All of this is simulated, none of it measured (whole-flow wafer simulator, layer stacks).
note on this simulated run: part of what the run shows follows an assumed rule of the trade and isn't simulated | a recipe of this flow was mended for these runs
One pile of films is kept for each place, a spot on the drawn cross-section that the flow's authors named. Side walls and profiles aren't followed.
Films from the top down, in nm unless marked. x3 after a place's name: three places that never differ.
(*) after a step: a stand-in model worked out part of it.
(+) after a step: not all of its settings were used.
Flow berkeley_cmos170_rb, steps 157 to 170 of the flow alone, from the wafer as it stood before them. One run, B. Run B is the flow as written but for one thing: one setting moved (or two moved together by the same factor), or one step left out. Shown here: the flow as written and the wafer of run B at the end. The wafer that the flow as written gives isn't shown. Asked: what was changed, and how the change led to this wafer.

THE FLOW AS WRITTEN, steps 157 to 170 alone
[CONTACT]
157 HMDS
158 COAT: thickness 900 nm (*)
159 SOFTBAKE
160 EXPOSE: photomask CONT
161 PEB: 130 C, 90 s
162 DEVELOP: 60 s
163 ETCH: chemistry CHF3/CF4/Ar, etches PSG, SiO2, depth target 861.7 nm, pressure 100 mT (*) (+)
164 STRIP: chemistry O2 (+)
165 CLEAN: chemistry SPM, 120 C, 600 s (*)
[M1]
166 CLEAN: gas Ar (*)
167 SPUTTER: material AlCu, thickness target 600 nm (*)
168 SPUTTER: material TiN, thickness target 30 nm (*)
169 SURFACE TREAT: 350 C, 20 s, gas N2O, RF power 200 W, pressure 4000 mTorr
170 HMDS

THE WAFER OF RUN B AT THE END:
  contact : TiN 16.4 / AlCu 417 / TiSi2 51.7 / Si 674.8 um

The cause: step 163, ETCH: depth target 737.6 nm was run, where the flow has depth target 861.7 nm.

How the change led to this, step by step:
  163 ETCH: chemistry CHF3/CF4/Ar, etches PSG, SiO2, depth target 861.7 nm, pressure 100 mT (*) (+)
      field, sd_n, spacer_n, gate, sd_p, spacer_p, gate_p, m1: KrF-resist -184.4 (as written it would be: KrF-resist -215.4)
      contact: PSG -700 (all of it), TiSi2 -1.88 (as written it would be: PSG -700 (all of it), TiSi2 -8.08)
  164 STRIP: chemistry O2 (+)
      field: KrF-resist -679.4 (all of it) (as written it would be: KrF-resist -648.4 (all of it))
      sd_n: KrF-resist -803.5 (all of it) (as written it would be: KrF-resist -772.5 (all of it))
      (and at 6 more places)
